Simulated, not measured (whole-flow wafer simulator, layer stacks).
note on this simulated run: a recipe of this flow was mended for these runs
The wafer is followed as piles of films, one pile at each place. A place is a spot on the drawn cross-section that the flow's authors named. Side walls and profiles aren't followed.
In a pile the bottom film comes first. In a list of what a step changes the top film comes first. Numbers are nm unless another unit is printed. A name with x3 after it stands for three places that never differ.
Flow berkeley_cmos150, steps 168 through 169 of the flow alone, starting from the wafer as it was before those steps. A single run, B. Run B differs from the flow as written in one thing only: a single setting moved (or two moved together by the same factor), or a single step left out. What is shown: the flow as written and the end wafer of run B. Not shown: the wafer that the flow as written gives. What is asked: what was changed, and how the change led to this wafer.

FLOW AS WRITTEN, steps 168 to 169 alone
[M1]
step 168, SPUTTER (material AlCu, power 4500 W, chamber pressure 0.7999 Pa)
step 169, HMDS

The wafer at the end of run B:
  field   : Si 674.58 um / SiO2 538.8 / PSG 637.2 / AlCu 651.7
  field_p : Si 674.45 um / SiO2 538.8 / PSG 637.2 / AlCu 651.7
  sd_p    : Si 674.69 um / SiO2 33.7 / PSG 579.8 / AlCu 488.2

Cause: step 168, SPUTTER: chamber pressure 0.7146 Pa was run, though the flow has chamber pressure 0.7999 Pa.

Step by step, how the change led to this:
  step 168, SPUTTER (material AlCu, power 4500 W, chamber pressure 0.7999 Pa)
      field, sd_n, gate_n, gate_p, m1: AlCu gains 651.7 (new film) (in the flow as written it would be: AlCu gains 626.1 (new film))
      field_p: AlCu gains 651.7 (new film) (in the flow as written it would be: AlCu gains 619.8 (new film))
      (and at 2 other places as well)
